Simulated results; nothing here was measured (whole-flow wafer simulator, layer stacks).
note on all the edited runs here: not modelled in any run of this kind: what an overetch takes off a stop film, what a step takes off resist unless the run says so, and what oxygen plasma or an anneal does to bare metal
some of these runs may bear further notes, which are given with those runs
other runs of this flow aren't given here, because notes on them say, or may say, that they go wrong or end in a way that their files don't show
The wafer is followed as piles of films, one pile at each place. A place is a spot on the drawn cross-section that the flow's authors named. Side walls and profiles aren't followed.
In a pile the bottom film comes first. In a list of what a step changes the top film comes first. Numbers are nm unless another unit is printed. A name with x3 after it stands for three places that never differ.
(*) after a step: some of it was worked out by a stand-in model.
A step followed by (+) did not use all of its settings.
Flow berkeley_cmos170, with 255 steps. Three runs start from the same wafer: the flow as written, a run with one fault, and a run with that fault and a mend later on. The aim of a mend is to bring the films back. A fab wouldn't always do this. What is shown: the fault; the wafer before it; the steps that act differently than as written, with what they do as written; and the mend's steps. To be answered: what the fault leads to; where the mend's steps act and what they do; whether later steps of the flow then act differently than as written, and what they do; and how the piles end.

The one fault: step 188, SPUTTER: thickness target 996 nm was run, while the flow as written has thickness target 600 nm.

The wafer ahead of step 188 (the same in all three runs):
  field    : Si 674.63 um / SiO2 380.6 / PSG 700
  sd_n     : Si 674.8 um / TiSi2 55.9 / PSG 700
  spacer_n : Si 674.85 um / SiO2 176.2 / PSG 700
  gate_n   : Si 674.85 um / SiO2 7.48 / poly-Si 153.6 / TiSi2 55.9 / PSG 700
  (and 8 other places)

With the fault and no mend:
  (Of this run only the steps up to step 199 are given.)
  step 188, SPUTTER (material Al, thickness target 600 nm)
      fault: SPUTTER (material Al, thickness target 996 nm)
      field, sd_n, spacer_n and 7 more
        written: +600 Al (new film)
        fault: +996 Al (new film)
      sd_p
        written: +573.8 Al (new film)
        fault: +965.7 Al (new film)
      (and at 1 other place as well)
  Steps later in the flow that act otherwise than as written (1 more step, not shown, differs only slightly: by at most 2% or 0.5 nm, whichever is larger):
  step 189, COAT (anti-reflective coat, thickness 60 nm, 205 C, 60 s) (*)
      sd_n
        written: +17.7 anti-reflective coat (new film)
        fault: +30.2 anti-reflective coat (new film)
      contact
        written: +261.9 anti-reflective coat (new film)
        fault: +329.1 anti-reflective coat (new film)
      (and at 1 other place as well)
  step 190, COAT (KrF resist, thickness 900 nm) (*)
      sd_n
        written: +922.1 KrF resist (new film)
        fault: +888.6 KrF resist (new film)
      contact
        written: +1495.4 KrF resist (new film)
        fault: +1535.1 KrF resist (new film)
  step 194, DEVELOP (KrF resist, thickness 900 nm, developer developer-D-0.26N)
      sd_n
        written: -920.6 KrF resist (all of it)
        fault: -887.2 KrF resist (all of it)
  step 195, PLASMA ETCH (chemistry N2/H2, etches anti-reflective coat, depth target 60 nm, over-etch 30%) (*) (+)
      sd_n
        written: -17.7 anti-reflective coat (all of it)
        fault: -30.2 anti-reflective coat (all of it)
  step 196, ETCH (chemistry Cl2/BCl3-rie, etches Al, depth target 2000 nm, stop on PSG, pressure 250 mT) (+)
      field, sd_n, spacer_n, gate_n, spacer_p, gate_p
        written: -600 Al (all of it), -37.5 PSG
        fault: -996 Al (all of it), -37.5 PSG
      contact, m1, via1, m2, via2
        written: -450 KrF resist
        fault: -648 KrF resist
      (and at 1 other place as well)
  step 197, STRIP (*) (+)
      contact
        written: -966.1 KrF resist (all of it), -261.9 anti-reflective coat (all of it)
        fault: -807.1 KrF resist (all of it), -329.1 anti-reflective coat (all of it)
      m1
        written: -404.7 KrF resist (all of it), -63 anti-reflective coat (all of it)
        fault: -202.5 KrF resist (all of it), -63.3 anti-reflective coat (all of it)
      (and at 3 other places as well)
  Once step 199 is done, the piles at contact, m1, via1, m2, via2 depart from the flow's by more than 2% or 0.5 nm, whichever is larger.
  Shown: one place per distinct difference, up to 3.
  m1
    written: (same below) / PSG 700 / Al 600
    fault: (same below) / PSG 700 / Al 996
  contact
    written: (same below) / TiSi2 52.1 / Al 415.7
    fault: (same below) / TiSi2 52.1 / Al 667.2

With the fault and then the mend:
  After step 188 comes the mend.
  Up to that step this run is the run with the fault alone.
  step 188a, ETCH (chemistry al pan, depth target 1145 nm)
      field, sd_n, spacer_n and 7 more
        -996 Al (all of it)
      sd_p
        -965.7 Al (all of it)
      contact
        -667.2 Al (all of it)
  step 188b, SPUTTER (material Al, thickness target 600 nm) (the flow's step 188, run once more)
      field, sd_n, spacer_n and 7 more
        +600 Al (new film)
      sd_p
        +573.8 Al (new film)
      contact
        +415.7 Al (new film)
  Later steps of the flow that are run all act as written at every place that is followed.
  The piles end the same as the flow's at every place that both follow.
